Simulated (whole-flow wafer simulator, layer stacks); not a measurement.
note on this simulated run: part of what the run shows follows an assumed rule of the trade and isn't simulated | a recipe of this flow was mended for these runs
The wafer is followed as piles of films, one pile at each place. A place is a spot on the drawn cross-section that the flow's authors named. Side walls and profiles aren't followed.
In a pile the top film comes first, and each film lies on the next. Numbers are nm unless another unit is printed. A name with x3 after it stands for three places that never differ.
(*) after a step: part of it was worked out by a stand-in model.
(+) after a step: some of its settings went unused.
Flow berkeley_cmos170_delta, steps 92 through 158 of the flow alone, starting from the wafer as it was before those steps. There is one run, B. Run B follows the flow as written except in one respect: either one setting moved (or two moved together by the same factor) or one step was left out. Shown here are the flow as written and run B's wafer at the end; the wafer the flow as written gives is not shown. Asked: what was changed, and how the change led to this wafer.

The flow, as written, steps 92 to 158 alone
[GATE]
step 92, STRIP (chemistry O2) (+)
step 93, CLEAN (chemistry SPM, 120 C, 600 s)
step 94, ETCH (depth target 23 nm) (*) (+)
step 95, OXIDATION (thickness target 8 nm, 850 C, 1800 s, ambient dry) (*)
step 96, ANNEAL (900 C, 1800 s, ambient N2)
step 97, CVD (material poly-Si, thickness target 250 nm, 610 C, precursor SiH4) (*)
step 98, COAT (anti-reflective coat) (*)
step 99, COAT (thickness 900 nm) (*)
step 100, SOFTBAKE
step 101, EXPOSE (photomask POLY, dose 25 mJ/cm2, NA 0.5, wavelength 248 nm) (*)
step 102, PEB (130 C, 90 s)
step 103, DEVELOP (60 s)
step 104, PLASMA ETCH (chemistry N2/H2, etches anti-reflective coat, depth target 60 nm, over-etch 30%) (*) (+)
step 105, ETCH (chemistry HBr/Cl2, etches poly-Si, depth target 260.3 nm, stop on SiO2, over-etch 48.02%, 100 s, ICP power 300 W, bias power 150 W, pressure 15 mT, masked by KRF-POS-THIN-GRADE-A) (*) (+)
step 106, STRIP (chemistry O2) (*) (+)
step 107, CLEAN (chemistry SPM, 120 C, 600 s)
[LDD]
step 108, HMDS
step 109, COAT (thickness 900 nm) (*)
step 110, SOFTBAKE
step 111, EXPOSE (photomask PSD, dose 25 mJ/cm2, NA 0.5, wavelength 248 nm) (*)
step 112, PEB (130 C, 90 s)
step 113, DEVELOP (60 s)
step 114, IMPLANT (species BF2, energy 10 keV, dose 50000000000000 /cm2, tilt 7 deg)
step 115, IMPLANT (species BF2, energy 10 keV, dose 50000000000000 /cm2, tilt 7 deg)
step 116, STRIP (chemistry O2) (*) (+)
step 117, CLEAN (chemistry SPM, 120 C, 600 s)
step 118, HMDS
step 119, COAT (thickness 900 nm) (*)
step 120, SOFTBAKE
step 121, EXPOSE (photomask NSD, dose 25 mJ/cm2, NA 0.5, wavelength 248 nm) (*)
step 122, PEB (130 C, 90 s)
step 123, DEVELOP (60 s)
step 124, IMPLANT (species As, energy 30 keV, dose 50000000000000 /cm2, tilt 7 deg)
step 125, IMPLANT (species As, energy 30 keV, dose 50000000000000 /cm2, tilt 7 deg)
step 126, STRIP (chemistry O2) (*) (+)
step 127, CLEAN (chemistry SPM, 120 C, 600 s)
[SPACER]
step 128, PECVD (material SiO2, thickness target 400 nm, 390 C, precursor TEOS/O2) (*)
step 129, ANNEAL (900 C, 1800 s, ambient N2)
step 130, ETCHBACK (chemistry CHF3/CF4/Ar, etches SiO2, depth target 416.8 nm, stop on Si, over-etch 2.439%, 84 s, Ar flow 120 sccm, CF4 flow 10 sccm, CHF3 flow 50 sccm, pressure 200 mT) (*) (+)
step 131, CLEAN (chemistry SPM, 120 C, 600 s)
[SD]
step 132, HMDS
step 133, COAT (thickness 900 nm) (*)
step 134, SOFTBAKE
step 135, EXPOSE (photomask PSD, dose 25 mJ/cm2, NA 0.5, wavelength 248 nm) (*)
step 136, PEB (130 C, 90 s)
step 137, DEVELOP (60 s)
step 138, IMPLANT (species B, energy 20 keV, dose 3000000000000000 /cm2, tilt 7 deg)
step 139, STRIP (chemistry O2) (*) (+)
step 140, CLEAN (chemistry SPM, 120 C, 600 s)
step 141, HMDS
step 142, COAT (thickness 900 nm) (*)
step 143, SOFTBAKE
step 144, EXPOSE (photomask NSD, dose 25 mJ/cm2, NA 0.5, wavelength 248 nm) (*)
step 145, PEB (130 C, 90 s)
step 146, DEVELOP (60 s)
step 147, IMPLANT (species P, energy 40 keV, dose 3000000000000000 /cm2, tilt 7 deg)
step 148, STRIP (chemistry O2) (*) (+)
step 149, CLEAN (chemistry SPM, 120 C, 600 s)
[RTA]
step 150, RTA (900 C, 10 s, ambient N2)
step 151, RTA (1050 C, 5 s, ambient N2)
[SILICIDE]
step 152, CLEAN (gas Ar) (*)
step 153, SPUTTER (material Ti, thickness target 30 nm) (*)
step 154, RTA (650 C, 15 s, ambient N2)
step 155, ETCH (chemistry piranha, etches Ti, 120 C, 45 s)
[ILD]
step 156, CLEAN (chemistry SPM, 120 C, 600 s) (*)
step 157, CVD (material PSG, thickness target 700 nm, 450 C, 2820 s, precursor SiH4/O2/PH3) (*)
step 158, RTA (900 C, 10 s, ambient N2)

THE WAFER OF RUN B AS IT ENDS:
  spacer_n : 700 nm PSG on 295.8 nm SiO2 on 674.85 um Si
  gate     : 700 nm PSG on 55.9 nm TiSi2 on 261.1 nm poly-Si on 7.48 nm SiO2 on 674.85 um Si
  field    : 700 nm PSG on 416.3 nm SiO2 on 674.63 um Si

Cause: step 97, CVD: thickness target 320 nm was run, though the flow has thickness target 250 nm.

How this came from the change, step by step:
  step 97, CVD (material poly-Si, thickness target 250 nm, 610 C, precursor SiH4) (*)
      field, sd_n, spacer_n and 6 more: +320 poly-Si (new film) (as written it would have been: +250 poly-Si (new film))
  step 98, COAT (anti-reflective coat) (*)
      field: +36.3 anti-reflective coat (new film) (as written it would have been: +35.2 anti-reflective coat (new film))
      sd_n: +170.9 anti-reflective coat (new film) (as written it would have been: +166.5 anti-reflective coat (new film))
      (and at 1 other place as well)
  step 104, PLASMA ETCH (chemistry N2/H2, etches anti-reflective coat, depth target 60 nm, over-etch 30%) (*) (+)
      field: -36.3 anti-reflective coat (all of it), -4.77 poly-Si (as written it would have been: -35.2 anti-reflective coat (all of it), -4.65 poly-Si)
      sd_n: -170.9 anti-reflective coat (all of it), -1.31 poly-Si (as written it would have been: -166.5 anti-reflective coat (all of it), -1.28 poly-Si)
      (and at 1 other place as well)
  step 105, ETCH (chemistry HBr/Cl2, etches poly-Si, depth target 260.3 nm, stop on SiO2, over-etch 48.02%, 100 s, ICP power 300 W, bias power 150 W, pressure 15 mT, masked by KRF-POS-THIN-GRADE-A) (*) (+)
      field: -315.2 poly-Si (all of it), -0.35 SiO2 (as written it would have been: -245.4 poly-Si (all of it), -1.77 SiO2)
      sd_n: -318.7 poly-Si (all of it), -0.33 SiO2 (as written it would have been: -248.7 poly-Si (all of it), -1.52 SiO2)
      (and at 5 other places as well)
  step 109, COAT (thickness 900 nm) (*)
      gate: +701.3 KrF-resist (new film) (as written it would have been: +758.7 KrF-resist (new film))
      gate_p: +697.2 KrF-resist (new film) (as written it would have been: +754.5 KrF-resist (new film))
  step 113, DEVELOP (60 s)
      gate_p: -695.7 KrF-resist (all of it) (as written it would have been: -752.9 KrF-resist (all of it))
  step 116, STRIP (chemistry O2) (*) (+)
      gate: -684.9 KrF-resist (all of it), +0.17 chemical SiO2 (as written it would have been: -742.2 KrF-resist (all of it), +0.17 chemical SiO2)
  step 119, COAT (thickness 900 nm) (*)
      gate: +700.3 KrF-resist (new film) (as written it would have been: +758 KrF-resist (new film))
      gate_p: +696 KrF-resist (new film) (as written it would have been: +753.6 KrF-resist (new film))
  step 123, DEVELOP (60 s)
      gate: -698.8 KrF-resist (all of it) (as written it would have been: -756.3 KrF-resist (all of it))
  step 126, STRIP (chemistry O2) (*) (+)
      gate_p: -679.6 KrF-resist (all of it), +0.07 chemical SiO2 (as written it would have been: -737.1 KrF-resist (all of it), +0.07 chemical SiO2)
  step 130, ETCHBACK (chemistry CHF3/CF4/Ar, etches SiO2, depth target 416.8 nm, stop on Si, over-etch 2.439%, 84 s, Ar flow 120 sccm, CF4 flow 10 sccm, CHF3 flow 50 sccm, pressure 200 mT) (*) (+)
      spacer_n, spacer_p: -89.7 SiO2 (as written it would have been: -158.2 SiO2)
  step 133, COAT (thickness 900 nm) (*)
      spacer_n: +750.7 KrF-resist (new film) (as written it would have been: +801.4 KrF-resist (new film))
      gate: +731.6 KrF-resist (new film) (as written it would have been: +780.9 KrF-resist (new film))
      (and at 2 other places as well)
  step 137, DEVELOP (60 s)
      spacer_p: -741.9 KrF-resist (all of it) (as written it would have been: -792.3 KrF-resist (all of it))
      gate_p: -722.7 KrF-resist (all of it) (as written it would have been: -771.7 KrF-resist (all of it))
  step 139, STRIP (chemistry O2) (*) (+)
      spacer_n: -734.2 KrF-resist (all of it) (as written it would have been: -784.8 KrF-resist (all of it))
      gate: -715.1 KrF-resist (all of it), +0.17 chemical SiO2, -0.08 poly-Si (as written it would have been: -764.3 KrF-resist (all of it), +0.17 chemical SiO2, -0.08 poly-Si)
  step 142, COAT (thickness 900 nm) (*)
      spacer_n: +750.8 KrF-resist (new film) (as written it would have been: +801.5 KrF-resist (new film))
      gate: +731.5 KrF-resist (new film) (as written it would have been: +780.9 KrF-resist (new film))
      (and at 2 other places as well)
  step 146, DEVELOP (60 s)
      spacer_n: -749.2 KrF-resist (all of it) (as written it would have been: -799.8 KrF-resist (all of it))
      gate: -730 KrF-resist (all of it) (as written it would have been: -779.2 KrF-resist (all of it))
  step 148, STRIP (chemistry O2) (*) (+)
      spacer_p: -727.1 KrF-resist (all of it) (as written it would have been: -777.5 KrF-resist (all of it))
      gate_p: -707.6 KrF-resist (all of it), +0.07 chemical SiO2 (as written it would have been: -756.6 KrF-resist (all of it), +0.07 chemical SiO2)
